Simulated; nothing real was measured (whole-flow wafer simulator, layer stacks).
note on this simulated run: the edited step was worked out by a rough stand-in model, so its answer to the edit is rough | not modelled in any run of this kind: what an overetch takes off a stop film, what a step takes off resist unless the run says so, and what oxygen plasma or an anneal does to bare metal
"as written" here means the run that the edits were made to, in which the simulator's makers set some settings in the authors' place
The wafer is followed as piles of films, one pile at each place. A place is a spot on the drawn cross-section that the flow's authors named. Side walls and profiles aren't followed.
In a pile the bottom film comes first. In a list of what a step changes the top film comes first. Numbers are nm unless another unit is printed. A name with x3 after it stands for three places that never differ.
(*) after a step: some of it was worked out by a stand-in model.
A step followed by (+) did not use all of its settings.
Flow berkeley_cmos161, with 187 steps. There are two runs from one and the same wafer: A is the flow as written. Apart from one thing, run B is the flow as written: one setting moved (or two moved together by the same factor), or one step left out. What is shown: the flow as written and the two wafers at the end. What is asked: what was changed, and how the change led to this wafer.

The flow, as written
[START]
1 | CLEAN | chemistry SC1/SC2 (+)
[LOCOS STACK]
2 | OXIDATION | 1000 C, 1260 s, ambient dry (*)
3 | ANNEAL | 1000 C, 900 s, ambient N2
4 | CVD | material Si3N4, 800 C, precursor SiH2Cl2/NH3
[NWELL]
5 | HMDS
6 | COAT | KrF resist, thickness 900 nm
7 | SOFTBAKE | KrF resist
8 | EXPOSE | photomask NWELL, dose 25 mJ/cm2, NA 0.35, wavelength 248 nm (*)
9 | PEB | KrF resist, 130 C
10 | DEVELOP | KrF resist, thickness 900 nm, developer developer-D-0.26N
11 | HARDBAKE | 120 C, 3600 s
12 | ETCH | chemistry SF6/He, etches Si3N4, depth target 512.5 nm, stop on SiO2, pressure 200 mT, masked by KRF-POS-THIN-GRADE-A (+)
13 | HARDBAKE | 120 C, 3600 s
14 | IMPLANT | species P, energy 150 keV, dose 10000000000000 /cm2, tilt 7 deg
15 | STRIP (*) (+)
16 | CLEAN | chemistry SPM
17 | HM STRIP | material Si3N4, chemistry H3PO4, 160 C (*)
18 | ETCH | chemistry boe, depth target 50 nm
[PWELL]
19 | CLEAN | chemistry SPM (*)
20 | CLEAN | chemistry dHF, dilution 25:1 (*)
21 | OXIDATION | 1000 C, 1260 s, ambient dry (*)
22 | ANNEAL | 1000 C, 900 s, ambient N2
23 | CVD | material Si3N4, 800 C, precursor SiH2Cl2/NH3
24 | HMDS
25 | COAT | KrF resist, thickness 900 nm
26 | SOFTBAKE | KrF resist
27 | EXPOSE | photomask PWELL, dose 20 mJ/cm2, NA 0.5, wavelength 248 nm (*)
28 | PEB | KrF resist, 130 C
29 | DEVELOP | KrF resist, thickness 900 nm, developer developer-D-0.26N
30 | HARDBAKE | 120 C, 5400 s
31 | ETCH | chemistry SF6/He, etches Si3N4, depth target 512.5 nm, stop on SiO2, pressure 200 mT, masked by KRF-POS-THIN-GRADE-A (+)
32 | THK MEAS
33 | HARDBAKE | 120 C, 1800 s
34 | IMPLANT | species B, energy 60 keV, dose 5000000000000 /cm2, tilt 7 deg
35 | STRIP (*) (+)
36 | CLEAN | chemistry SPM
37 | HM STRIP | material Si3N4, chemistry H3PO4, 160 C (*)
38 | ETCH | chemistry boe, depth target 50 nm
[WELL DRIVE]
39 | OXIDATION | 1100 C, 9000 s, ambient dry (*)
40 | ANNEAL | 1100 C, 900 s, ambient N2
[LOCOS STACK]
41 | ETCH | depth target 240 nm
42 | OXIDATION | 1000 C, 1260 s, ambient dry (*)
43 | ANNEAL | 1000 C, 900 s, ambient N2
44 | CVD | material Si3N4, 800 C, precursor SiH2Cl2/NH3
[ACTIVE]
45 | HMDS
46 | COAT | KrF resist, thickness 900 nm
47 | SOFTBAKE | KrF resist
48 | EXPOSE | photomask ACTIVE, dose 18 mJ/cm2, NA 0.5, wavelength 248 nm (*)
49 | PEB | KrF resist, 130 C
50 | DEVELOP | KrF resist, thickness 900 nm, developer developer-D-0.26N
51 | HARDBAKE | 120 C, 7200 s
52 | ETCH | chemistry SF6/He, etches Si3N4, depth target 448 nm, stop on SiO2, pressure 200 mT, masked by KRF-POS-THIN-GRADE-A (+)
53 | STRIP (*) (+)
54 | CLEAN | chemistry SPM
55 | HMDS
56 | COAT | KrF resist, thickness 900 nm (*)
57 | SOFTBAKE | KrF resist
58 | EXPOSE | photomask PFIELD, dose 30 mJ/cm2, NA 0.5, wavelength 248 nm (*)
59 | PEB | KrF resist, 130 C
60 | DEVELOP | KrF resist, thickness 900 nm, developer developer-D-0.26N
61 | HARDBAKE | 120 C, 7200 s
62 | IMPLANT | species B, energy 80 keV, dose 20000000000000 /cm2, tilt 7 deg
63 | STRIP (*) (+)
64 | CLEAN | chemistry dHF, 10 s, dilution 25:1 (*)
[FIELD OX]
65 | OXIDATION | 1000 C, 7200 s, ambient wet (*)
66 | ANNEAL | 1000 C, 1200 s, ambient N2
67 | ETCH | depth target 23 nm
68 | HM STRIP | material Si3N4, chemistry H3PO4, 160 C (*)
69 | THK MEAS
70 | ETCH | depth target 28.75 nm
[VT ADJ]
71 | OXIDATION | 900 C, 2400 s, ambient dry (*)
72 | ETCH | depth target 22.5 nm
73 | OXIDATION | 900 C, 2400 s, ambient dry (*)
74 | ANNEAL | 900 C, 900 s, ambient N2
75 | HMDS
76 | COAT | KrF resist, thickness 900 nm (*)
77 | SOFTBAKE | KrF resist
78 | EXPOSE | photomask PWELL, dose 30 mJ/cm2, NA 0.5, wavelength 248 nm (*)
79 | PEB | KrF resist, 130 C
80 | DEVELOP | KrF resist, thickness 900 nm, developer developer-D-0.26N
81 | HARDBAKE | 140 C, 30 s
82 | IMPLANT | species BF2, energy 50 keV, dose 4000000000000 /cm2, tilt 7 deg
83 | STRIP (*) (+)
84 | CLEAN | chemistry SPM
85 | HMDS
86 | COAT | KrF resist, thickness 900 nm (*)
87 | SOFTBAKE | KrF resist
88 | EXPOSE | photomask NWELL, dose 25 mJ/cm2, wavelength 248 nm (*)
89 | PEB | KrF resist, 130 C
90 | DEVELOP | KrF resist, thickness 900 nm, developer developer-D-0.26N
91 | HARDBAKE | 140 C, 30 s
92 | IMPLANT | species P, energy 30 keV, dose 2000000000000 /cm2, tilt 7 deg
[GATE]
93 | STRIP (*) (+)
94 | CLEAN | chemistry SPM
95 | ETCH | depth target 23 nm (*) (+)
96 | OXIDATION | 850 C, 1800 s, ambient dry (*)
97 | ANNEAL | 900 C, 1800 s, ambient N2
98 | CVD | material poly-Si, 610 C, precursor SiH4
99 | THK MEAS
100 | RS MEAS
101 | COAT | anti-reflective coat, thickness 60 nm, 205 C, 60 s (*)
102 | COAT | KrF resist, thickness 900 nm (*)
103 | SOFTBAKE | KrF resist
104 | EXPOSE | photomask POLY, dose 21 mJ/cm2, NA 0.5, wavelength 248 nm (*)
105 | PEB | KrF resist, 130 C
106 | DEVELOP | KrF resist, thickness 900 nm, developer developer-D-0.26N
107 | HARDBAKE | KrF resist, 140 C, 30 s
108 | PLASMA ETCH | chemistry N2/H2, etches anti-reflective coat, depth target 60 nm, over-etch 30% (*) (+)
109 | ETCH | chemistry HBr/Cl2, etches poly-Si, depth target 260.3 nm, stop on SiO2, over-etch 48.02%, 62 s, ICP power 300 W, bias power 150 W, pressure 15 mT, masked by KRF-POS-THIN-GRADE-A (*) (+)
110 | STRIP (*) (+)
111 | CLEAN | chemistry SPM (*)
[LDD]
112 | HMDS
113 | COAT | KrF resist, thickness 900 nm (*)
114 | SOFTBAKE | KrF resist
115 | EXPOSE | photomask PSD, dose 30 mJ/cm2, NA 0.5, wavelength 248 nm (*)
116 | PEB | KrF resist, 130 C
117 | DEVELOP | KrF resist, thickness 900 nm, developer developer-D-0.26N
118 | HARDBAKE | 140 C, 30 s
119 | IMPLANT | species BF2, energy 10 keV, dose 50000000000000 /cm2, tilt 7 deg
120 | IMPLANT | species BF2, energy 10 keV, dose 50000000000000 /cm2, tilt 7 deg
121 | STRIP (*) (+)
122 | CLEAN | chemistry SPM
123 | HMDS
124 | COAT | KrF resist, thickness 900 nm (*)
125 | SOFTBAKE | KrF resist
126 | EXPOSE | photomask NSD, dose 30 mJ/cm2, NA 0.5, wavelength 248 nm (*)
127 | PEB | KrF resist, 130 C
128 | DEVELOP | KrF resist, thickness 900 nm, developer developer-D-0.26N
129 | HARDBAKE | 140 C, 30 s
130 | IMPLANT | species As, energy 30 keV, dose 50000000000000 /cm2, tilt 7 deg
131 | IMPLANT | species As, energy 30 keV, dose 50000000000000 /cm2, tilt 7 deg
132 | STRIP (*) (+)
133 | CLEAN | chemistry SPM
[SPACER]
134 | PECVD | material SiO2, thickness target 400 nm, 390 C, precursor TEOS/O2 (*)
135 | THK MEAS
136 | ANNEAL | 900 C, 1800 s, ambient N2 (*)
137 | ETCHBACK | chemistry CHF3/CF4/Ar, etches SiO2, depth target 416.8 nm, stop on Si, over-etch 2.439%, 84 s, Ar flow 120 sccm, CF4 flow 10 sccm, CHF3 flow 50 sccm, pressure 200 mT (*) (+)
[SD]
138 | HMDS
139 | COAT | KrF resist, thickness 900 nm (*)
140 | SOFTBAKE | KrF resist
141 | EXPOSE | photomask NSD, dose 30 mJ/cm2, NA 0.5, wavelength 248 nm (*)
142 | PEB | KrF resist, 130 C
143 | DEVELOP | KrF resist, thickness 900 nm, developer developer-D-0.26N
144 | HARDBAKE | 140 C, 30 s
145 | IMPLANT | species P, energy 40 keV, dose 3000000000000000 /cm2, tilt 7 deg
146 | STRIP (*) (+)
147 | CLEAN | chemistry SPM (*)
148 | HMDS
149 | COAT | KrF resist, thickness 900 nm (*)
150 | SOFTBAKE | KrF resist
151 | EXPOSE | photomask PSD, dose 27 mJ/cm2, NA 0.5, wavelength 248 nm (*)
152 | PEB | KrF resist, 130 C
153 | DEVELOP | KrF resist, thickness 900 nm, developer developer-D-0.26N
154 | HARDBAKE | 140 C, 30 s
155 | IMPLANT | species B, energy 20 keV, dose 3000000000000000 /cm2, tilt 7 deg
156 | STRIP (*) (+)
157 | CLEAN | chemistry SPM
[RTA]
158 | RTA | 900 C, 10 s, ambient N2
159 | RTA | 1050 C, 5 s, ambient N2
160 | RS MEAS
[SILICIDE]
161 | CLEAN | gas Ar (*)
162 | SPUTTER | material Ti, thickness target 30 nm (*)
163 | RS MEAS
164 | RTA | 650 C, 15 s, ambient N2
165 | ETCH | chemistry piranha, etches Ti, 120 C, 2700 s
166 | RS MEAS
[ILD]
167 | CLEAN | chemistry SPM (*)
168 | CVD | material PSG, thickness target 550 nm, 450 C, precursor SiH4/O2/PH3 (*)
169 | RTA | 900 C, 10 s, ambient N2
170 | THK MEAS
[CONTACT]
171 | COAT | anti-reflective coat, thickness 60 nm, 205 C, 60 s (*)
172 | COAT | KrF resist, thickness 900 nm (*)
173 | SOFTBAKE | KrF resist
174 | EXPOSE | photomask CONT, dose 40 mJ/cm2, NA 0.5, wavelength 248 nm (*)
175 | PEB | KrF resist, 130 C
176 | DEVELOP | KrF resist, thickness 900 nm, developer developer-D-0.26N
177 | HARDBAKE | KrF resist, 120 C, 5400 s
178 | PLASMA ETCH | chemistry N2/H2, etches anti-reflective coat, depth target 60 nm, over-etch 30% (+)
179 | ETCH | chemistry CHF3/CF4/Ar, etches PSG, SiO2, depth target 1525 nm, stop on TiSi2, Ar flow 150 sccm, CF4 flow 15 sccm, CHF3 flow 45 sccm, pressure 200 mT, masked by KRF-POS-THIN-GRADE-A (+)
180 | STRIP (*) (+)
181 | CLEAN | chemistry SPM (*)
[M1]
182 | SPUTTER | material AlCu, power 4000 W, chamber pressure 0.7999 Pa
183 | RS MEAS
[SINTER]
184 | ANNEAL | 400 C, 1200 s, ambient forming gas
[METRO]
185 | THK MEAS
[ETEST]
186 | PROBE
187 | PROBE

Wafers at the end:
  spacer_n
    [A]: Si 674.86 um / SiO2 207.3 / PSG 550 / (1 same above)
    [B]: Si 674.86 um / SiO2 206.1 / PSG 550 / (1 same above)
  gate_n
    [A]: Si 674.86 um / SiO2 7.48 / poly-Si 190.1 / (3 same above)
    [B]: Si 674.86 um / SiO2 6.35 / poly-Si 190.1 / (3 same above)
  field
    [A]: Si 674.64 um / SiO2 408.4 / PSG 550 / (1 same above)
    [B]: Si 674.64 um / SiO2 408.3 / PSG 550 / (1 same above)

What caused this: step 96, OXIDATION: 1357 s was run, though the flow has 1800 s.

Step by step, how the change led to this:
  96 | OXIDATION | 850 C, 1800 s, ambient dry (*)
      sd_n, spacer_n, gate_n, sd_p, spacer_p, gate_p, contact, m1: A SiO2 gains 7.48 (new film), Si loses 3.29 | B SiO2 gains 6.35 (new film), Si loses 2.8
